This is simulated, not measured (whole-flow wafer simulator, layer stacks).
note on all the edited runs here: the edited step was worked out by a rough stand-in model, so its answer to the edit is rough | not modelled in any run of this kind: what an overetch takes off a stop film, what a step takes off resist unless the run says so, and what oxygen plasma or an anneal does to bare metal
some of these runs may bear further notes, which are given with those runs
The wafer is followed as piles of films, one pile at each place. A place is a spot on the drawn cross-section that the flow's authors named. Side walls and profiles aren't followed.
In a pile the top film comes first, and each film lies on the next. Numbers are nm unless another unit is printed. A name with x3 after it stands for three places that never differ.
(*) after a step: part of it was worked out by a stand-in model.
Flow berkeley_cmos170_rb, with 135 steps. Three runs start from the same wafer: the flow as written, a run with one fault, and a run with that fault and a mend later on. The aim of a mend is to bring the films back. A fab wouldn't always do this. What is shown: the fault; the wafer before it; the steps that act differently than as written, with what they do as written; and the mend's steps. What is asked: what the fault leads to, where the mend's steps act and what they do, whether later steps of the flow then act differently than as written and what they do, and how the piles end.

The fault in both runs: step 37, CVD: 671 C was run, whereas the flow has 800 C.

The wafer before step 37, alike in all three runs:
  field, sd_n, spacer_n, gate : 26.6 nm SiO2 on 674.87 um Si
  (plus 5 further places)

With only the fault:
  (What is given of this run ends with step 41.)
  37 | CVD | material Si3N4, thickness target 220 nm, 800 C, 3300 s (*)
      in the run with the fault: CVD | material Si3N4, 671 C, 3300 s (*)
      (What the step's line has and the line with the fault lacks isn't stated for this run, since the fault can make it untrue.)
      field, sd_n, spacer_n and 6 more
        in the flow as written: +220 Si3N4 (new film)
        in the run with the fault: +18.5 Si3N4 (new film)
  Later steps of the flow up to step 41 that are run all act as written at every place that is followed.
  The piles after step 41 differ from the flow's at field, sd_n, spacer_n and 6 more by more than 2% or 0.5 nm, whichever is larger.
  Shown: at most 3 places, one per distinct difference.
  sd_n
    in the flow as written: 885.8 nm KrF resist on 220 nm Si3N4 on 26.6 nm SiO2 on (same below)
    in the run with the fault: 885.8 nm KrF resist on 18.5 nm Si3N4 on 26.6 nm SiO2 on (same below)
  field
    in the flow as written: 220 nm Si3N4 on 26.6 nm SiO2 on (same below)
    in the run with the fault: 18.5 nm Si3N4 on 26.6 nm SiO2 on (same below)

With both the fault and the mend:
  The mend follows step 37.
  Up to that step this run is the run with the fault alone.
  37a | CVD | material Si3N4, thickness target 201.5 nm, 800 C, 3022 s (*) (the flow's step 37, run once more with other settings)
      field, sd_n, spacer_n and 6 more
        +201.5 Si3N4
  Later steps of the flow that are run all act as written at every place that is followed, up to a difference of at most 2% or 0.5 nm, whichever is larger.
  At every place that both follow, the piles at the end match the flow's.
